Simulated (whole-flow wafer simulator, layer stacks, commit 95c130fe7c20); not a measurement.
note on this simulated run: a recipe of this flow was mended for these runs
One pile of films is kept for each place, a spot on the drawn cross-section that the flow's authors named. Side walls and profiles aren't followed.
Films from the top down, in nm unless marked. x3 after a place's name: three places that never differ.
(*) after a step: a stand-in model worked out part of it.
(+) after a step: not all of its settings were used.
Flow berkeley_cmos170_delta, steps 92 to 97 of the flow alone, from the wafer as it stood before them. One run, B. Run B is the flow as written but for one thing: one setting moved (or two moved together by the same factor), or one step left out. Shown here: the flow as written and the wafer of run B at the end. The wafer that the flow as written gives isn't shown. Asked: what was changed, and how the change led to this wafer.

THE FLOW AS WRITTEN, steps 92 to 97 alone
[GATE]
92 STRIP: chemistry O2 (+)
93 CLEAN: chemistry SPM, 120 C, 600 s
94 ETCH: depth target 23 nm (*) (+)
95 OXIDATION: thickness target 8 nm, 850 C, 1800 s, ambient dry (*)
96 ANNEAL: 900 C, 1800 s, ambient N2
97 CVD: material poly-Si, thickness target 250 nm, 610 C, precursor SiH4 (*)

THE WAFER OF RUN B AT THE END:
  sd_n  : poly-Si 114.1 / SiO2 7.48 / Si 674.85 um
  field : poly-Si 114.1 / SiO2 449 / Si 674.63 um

The cause: step 97, CVD: 575 C was run, where the flow has 610 C.

How the change led to this, step by step:
  97 CVD: material poly-Si, thickness target 250 nm, 610 C, precursor SiH4 (*)
      field, sd_n, spacer_n, gate, sd_p, spacer_p x2, contact, m1: poly-Si +114.1 (new film) (as written it would be: poly-Si +250 (new film))
